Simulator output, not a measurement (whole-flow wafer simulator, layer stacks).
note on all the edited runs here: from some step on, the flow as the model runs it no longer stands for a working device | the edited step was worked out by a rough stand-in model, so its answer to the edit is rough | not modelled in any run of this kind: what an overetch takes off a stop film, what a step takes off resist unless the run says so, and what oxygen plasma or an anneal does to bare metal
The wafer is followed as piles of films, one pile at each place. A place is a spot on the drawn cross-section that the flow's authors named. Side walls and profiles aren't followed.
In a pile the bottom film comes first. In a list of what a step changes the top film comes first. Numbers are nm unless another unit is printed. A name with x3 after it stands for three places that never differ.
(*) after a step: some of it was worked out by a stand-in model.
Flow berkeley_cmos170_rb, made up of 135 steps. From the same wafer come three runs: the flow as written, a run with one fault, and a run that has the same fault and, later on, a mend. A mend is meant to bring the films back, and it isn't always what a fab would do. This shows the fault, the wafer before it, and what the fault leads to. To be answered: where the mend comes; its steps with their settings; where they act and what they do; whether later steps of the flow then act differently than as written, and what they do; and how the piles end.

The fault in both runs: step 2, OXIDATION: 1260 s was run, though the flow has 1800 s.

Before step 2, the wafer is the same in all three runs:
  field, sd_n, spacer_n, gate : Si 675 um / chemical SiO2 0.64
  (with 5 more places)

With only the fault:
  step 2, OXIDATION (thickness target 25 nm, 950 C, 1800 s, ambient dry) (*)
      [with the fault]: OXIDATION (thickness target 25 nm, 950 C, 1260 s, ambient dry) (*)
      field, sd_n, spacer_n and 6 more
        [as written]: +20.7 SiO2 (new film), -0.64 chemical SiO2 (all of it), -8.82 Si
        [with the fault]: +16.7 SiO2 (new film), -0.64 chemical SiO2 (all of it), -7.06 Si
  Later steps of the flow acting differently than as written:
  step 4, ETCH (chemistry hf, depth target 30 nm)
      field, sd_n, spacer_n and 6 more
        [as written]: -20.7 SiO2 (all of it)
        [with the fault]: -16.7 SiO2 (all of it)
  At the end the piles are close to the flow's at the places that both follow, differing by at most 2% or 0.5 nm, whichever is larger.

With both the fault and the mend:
  The mend follows step 2.
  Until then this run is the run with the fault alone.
  step 2a, OXIDATION (thickness target 25 nm, 950 C, 540 s, ambient dry) (*) (a further turn of the flow's step 2, with different settings)
      field, sd_n, spacer_n and 6 more
        +4 SiO2, -1.76 Si
  Every later step of the flow that is run acts as written at every place that is followed.
  The piles end the same as the flow's at every place that both follow.
